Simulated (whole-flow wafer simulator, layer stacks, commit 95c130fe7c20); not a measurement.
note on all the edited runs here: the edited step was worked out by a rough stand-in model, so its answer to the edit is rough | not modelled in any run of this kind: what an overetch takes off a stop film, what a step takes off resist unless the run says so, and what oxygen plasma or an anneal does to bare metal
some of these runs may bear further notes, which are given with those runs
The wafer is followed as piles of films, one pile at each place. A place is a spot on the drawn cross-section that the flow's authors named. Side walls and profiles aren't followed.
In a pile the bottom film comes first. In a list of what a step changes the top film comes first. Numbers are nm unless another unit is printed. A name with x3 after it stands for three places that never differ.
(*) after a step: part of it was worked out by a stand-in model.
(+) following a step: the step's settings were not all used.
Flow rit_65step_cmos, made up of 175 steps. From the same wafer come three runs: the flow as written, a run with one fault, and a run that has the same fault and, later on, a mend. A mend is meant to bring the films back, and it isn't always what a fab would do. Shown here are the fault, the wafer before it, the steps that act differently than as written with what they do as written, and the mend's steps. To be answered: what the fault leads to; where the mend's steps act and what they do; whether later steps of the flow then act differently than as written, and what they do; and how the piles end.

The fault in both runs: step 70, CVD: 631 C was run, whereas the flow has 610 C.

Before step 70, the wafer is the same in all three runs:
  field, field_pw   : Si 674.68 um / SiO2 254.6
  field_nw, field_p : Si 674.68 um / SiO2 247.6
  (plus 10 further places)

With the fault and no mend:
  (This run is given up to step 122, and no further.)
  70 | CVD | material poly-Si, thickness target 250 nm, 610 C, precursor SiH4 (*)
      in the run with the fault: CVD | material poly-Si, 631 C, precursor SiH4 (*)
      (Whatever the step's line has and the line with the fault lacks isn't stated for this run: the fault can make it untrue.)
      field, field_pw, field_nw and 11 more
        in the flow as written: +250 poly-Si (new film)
        in the run with the fault: +357.3 poly-Si (new film)
  Later steps of the flow acting differently than as written (not shown: 3 more steps that differ only slightly, by at most 2% or 0.5 nm, whichever is larger):
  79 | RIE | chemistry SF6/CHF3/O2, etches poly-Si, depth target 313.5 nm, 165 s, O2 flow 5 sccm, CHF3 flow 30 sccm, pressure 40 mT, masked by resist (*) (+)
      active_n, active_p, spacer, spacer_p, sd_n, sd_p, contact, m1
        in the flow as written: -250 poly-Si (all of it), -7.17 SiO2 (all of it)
        in the run with the fault: -313.5 poly-Si
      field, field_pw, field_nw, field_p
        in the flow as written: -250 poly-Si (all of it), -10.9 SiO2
        in the run with the fault: -313.5 poly-Si
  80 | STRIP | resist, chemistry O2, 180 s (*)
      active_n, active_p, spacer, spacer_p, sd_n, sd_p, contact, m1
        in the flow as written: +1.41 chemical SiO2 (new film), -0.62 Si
        in the run with the fault: +1.41 chemical SiO2 (new film), -0.62 poly-Si
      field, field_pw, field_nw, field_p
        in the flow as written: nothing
        in the run with the fault: +1.41 chemical SiO2 (new film), -0.62 poly-Si
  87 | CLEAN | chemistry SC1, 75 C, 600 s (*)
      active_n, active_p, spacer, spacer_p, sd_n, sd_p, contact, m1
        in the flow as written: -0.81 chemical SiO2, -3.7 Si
        in the run with the fault: -0.81 chemical SiO2, -3.7 poly-Si
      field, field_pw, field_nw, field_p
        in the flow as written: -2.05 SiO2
        in the run with the fault: -0.81 chemical SiO2, -3.7 poly-Si
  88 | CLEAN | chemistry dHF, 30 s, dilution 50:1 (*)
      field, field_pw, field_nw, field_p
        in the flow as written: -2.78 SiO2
        in the run with the fault: -0.6 chemical SiO2 (all of it)
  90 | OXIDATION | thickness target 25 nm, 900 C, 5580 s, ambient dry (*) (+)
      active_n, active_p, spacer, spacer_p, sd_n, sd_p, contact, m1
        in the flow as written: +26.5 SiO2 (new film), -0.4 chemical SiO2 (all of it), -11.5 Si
        in the run with the fault: +28.9 SiO2 (new film), -0.4 chemical SiO2 (all of it), -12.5 poly-Si
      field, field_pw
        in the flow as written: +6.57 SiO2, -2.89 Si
        in the run with the fault: +28.9 SiO2 (new film), -0.4 chemical SiO2 (all of it), -12.5 poly-Si
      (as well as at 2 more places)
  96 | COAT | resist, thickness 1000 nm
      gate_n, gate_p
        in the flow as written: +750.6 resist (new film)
        in the run with the fault: +700.9 resist (new film)
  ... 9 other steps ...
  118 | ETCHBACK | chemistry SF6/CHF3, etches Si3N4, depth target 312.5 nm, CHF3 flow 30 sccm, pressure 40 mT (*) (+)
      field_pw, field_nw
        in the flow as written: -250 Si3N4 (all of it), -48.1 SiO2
        in the run with the fault: -250 Si3N4 (all of it), -24.1 SiO2 (all of it), -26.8 poly-Si (all of it), -11 SiO2
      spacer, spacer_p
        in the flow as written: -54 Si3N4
        in the run with the fault: +0.96 Si3N4
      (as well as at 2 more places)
  The piles after step 122 differ from the flow's at field, field_pw, field_nw, field_p, gate_n, gate_p, spacer, spacer_p by more than 2% or 0.5 nm, whichever is larger.
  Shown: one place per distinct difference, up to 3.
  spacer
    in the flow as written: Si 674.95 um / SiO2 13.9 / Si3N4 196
    in the run with the fault: Si 674.97 um / SiO2 7.17 / poly-Si 26.8 / SiO2 16.3 / Si3N4 251
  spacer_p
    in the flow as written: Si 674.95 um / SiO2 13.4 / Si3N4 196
    in the run with the fault: Si 674.97 um / SiO2 7.17 / poly-Si 26.8 / SiO2 15.7 / Si3N4 251
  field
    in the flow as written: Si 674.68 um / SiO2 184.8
    in the run with the fault: Si 674.68 um / SiO2 235.9

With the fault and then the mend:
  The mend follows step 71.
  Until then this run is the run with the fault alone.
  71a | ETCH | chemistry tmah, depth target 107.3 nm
      field, field_pw, field_nw and 11 more
        -107.3 poly-Si
  Later steps of the flow that are run all act as written at every place that is followed, up to a difference of at most 2% or 0.5 nm, whichever is larger.
  The piles end the same as the flow's at every place that both follow.
